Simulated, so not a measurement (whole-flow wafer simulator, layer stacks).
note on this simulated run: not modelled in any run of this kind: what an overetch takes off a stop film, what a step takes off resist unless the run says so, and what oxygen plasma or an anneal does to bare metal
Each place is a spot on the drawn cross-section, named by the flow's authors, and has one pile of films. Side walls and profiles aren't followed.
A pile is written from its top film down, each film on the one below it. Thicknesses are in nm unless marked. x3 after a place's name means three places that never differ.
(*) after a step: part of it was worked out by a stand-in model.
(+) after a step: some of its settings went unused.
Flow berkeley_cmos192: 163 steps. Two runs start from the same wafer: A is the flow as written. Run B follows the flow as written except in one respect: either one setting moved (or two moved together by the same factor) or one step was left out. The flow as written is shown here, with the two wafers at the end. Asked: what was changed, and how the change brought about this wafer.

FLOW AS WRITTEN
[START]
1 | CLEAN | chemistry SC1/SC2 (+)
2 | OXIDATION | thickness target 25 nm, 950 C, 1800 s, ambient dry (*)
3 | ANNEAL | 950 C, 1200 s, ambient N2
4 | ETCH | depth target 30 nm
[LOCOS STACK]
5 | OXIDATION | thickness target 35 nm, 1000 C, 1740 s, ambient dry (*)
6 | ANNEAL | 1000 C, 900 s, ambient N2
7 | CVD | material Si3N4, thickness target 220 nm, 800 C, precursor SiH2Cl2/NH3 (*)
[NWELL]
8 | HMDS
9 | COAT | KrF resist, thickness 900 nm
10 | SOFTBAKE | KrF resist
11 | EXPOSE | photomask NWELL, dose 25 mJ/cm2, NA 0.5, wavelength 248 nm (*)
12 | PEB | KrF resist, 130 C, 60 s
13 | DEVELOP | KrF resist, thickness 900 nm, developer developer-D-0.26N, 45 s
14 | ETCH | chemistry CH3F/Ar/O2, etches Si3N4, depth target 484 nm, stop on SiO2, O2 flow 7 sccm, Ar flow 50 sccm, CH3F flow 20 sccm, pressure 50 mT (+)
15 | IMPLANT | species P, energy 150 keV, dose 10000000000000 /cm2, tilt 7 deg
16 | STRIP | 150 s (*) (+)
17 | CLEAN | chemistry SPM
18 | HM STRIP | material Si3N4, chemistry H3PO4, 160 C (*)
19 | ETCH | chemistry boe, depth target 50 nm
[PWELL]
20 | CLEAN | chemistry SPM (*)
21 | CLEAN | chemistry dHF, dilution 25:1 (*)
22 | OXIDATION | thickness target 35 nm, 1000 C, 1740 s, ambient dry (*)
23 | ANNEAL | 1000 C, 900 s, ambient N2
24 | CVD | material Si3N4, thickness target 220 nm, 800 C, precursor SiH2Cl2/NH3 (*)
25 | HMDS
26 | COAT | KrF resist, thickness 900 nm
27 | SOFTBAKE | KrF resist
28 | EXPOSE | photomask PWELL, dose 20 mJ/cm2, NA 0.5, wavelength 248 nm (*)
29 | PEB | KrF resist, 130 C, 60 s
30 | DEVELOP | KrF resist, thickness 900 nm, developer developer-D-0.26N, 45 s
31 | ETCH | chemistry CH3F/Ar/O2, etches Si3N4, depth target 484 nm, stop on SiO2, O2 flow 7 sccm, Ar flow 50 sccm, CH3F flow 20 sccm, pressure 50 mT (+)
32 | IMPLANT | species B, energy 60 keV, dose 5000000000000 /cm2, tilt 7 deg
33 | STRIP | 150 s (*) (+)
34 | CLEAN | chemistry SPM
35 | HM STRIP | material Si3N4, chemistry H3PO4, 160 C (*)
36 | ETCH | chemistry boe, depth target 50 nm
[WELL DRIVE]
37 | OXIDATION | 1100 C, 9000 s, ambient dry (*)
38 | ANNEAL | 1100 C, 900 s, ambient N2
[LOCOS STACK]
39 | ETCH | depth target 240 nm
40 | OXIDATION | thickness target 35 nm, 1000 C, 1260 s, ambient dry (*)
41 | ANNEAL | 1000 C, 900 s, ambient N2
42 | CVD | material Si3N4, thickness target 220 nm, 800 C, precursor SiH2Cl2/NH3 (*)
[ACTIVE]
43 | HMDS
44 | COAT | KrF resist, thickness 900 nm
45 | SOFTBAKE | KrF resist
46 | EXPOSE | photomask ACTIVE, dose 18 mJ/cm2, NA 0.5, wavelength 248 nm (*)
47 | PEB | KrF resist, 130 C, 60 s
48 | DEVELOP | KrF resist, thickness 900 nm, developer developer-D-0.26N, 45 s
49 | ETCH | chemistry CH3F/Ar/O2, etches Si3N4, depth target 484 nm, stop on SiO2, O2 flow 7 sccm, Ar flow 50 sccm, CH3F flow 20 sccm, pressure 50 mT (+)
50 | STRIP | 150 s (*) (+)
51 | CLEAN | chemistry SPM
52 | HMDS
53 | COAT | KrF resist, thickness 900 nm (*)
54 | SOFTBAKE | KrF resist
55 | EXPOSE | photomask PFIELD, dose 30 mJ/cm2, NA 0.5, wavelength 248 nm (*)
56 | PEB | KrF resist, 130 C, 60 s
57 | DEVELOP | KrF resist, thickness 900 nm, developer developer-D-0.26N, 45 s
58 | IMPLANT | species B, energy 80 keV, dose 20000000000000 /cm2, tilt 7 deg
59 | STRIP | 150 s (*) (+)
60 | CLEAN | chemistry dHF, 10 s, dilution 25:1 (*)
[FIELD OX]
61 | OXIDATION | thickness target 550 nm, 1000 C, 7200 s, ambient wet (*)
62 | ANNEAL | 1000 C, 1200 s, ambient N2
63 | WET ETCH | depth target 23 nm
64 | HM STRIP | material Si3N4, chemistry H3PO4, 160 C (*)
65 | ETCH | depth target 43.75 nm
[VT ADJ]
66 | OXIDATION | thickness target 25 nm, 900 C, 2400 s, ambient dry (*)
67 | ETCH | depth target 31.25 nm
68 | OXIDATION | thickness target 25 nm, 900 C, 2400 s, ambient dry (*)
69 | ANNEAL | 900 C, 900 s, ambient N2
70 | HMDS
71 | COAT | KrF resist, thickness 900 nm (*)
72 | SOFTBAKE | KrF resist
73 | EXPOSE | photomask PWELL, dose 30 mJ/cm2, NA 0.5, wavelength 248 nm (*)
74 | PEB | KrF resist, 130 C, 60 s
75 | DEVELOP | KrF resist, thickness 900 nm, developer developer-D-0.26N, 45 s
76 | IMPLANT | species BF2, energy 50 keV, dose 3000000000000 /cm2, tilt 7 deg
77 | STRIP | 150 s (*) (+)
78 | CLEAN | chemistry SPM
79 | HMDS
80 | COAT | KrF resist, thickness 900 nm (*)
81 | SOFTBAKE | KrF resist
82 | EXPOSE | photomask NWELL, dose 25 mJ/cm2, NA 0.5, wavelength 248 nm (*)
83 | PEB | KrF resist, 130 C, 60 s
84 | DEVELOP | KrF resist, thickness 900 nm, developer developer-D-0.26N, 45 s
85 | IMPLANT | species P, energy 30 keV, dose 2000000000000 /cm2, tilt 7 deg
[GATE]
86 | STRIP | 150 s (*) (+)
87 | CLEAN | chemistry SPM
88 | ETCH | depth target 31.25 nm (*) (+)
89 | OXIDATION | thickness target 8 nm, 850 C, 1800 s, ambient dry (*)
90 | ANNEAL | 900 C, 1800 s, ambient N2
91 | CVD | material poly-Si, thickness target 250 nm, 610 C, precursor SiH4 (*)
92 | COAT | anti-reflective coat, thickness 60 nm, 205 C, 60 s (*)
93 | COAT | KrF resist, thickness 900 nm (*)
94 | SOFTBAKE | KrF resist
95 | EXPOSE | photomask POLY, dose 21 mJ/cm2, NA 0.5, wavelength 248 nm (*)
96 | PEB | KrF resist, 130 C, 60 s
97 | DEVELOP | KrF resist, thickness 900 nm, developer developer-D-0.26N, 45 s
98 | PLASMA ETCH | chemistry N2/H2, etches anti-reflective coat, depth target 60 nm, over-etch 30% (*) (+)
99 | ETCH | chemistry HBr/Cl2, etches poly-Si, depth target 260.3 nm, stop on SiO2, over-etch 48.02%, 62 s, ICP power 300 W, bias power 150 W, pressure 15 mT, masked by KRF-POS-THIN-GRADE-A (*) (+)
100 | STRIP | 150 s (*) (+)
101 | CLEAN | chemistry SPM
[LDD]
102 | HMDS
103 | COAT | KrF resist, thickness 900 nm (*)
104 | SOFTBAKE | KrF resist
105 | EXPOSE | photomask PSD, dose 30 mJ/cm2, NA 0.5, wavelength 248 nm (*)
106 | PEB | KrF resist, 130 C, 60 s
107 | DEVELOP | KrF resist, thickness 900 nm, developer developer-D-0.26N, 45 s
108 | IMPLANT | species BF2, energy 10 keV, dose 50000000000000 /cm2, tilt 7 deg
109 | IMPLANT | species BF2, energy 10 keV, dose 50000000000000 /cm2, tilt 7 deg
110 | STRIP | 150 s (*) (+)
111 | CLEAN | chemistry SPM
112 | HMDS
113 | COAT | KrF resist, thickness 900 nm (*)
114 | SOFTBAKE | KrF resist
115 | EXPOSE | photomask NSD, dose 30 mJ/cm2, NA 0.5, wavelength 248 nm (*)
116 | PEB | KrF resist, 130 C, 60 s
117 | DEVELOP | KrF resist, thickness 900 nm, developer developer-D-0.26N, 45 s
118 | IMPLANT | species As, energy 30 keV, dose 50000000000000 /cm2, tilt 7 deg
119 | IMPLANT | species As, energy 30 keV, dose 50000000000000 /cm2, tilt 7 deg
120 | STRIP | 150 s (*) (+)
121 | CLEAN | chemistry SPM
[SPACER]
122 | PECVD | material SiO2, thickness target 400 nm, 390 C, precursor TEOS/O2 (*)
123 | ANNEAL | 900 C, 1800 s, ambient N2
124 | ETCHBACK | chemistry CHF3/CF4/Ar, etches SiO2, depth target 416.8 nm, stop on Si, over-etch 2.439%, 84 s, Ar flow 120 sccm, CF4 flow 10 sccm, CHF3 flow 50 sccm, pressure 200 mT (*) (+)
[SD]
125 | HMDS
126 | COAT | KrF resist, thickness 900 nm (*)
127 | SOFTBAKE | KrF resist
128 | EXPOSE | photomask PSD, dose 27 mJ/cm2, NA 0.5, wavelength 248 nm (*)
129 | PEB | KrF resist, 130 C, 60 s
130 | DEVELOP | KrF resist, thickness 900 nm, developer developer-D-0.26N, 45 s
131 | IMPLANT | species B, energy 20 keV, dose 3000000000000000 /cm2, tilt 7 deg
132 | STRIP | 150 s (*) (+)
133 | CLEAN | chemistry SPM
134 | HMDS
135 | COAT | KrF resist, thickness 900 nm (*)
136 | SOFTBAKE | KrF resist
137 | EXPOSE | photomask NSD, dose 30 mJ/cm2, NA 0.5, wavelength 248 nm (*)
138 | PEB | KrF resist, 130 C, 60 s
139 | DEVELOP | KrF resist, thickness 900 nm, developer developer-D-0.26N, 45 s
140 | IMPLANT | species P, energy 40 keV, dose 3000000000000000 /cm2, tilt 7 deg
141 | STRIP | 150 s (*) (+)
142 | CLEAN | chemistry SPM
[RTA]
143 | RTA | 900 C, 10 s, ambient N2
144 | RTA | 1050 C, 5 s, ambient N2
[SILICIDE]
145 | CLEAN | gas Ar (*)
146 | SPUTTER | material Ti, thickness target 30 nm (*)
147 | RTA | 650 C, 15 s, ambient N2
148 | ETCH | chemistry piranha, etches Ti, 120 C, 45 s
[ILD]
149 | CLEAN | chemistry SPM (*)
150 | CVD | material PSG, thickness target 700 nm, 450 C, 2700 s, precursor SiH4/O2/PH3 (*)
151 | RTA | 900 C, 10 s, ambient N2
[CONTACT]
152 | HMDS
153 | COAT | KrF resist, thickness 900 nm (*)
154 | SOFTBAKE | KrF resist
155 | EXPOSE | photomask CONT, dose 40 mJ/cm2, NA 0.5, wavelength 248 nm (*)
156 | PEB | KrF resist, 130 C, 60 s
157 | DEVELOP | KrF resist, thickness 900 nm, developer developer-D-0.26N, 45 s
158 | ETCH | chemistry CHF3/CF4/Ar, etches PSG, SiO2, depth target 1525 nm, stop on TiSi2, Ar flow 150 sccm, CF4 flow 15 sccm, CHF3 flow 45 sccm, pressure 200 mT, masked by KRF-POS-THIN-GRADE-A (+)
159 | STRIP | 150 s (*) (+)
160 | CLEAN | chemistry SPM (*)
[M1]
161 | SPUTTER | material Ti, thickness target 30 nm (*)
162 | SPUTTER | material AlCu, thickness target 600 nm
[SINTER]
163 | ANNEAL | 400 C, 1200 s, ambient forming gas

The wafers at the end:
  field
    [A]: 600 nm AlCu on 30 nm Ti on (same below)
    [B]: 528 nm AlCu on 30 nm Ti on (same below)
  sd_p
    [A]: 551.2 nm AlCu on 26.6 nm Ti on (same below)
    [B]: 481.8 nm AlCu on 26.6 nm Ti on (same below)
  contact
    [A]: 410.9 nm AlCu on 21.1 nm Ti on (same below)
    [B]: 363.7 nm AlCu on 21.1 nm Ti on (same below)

Cause: step 162, SPUTTER: thickness target 528 nm was run, though the flow has thickness target 600 nm.
The wafer itself shows it: field has AlCu 528, and step 162 as written asks for 600 nm.

How this came from the change, step by step:
  162 | SPUTTER | material AlCu, thickness target 600 nm
      field, sd_n, spacer_n, gate, spacer_p, gate_p, m1: A AlCu gains 600 (new film) | B AlCu gains 528 (new film)
      sd_p: A AlCu gains 551.2 (new film) | B AlCu gains 481.8 (new film)
      (and at 1 other place as well)
